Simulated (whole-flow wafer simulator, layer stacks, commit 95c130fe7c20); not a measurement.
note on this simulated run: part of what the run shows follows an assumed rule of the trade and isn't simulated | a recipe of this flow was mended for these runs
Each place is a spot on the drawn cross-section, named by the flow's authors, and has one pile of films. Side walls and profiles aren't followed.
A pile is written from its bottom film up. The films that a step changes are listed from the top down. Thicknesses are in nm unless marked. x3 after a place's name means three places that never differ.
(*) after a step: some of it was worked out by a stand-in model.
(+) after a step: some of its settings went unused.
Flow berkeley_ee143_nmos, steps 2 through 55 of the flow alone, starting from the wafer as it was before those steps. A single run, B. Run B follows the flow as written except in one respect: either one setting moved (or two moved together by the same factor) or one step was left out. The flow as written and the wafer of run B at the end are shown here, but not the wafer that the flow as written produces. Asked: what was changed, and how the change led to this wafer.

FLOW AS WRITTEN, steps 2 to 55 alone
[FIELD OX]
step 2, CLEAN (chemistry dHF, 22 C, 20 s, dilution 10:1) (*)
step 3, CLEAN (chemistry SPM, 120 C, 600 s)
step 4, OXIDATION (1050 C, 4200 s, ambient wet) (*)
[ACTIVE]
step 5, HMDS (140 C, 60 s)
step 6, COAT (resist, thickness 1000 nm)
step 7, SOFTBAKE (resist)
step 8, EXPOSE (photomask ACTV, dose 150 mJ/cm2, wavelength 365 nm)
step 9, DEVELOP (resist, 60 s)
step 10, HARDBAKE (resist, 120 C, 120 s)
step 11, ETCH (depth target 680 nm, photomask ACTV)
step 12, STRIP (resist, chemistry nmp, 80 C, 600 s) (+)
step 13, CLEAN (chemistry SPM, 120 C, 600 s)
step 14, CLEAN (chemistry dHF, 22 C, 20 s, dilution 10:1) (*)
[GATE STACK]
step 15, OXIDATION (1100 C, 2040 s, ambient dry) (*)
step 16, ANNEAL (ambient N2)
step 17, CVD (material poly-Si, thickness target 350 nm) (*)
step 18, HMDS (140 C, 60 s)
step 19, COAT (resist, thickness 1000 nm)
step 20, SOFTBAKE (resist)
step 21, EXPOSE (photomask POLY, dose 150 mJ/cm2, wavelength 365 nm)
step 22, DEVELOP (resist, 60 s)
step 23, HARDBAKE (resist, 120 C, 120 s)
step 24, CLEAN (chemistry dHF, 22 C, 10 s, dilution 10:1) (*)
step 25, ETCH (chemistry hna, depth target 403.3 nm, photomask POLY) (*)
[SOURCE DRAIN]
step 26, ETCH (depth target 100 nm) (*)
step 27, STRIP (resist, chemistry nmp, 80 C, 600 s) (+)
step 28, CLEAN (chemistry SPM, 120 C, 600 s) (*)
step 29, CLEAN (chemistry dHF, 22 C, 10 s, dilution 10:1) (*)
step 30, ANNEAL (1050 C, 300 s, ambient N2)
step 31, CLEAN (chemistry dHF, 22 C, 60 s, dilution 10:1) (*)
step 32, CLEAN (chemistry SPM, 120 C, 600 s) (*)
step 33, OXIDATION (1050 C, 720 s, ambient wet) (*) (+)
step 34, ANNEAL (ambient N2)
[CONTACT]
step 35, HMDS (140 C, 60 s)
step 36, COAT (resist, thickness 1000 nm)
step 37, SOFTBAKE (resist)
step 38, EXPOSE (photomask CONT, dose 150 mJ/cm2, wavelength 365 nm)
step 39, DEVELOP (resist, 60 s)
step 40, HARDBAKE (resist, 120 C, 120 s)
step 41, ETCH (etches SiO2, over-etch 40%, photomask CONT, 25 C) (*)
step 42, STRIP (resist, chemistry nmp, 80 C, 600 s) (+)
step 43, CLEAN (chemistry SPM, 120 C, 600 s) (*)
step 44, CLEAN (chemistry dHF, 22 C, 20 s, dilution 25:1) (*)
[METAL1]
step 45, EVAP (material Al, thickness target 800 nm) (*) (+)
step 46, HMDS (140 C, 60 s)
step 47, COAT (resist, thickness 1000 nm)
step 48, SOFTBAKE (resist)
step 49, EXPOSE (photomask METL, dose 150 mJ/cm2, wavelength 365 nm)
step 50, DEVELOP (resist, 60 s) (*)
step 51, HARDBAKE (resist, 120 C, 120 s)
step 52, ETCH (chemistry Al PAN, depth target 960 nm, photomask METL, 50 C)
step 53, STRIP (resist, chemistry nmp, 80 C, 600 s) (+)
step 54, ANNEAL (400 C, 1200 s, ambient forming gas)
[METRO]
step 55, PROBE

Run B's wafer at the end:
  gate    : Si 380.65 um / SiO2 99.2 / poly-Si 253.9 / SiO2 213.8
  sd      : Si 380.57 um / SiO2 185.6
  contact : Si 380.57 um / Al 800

What caused this: step 4, OXIDATION: 6600 s was run, whereas the flow has 4200 s.

The path from the change to this, step by step:
  step 4, OXIDATION (1050 C, 4200 s, ambient wet) (*)
      gate, sd, contact, field: +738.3 SiO2 (new film), -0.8 chemical SiO2 (all of it), -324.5 Si (as written it would have been: +566.4 SiO2 (new film), -0.8 chemical SiO2 (all of it), -248.8 Si)
  step 11, ETCH (depth target 680 nm, photomask ACTV)
      gate, sd, contact: -680 SiO2 (as written it would have been: -566.4 SiO2 (all of it))
  step 13, CLEAN (chemistry SPM, 120 C, 600 s)
      gate, sd, contact: nothing (as written it would have been: +0.8 chemical SiO2 (new film), -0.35 Si)
  step 14, CLEAN (chemistry dHF, 22 C, 20 s, dilution 10:1) (*)
      gate, sd, contact: -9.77 SiO2 (as written it would have been: -0.8 chemical SiO2 (all of it))
  step 15, OXIDATION (1100 C, 2040 s, ambient dry) (*)
      gate, sd, contact: +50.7 SiO2, -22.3 Si (as written it would have been: +79.7 SiO2 (new film), -35.1 Si)
      field: +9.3 SiO2, -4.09 Si (as written it would have been: +11.8 SiO2, -5.18 Si)
  step 19, COAT (resist, thickness 1000 nm)
      gate: +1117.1 resist (new film) (as written it would have been: +1093.4 resist (new film))
      contact: +1115.1 resist (new film) (as written it would have been: +1092 resist (new film))
      (also at 1 further place)
  step 22, DEVELOP (resist, 60 s)
      contact: -1115.1 resist (all of it) (as written it would have been: -1092 resist (all of it))
      field: -613.7 resist (all of it) (as written it would have been: -689.8 resist (all of it))
  step 23, HARDBAKE (resist, 120 C, 120 s)
      gate: -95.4 resist (as written it would have been: -93.2 resist)
  step 26, ETCH (depth target 100 nm) (*)
      sd, contact: -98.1 SiO2 (all of it) (as written it would have been: -78.6 SiO2 (all of it))
  step 27, STRIP (resist, chemistry nmp, 80 C, 600 s) (+)
      gate: -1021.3 resist (all of it) (as written it would have been: -999.8 resist (all of it))
  step 33, OXIDATION (1050 C, 720 s, ambient wet) (*) (+)
      field: +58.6 SiO2, -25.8 Si (as written it would have been: +73.9 SiO2, -32.5 Si)
  step 36, COAT (resist, thickness 1000 nm)
      contact: +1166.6 resist (new film) (as written it would have been: +1142.5 resist (new film))
      field: +759.7 resist (new film) (as written it would have been: +850.4 resist (new film))
  step 39, DEVELOP (resist, 60 s)
      contact: -1166.6 resist (all of it) (as written it would have been: -1142.5 resist (all of it))
  step 40, HARDBAKE (resist, 120 C, 120 s)
      field: -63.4 resist (as written it would have been: -71.4 resist)
  step 42, STRIP (resist, chemistry nmp, 80 C, 600 s) (+)
      field: -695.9 resist (all of it) (as written it would have been: -778.6 resist (all of it))
  step 47, COAT (resist, thickness 1000 nm)
      gate: +852.2 resist (new film) (as written it would have been: +834.7 resist (new film))
      sd: +1185.3 resist (new film) (as written it would have been: +1161.3 resist (new film))
      (also at 2 further places)
  ... 2 further steps ...
  step 53, STRIP (resist, chemistry nmp, 80 C, 600 s) (+)
      contact: -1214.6 resist (all of it) (as written it would have been: -1188.4 resist (all of it))
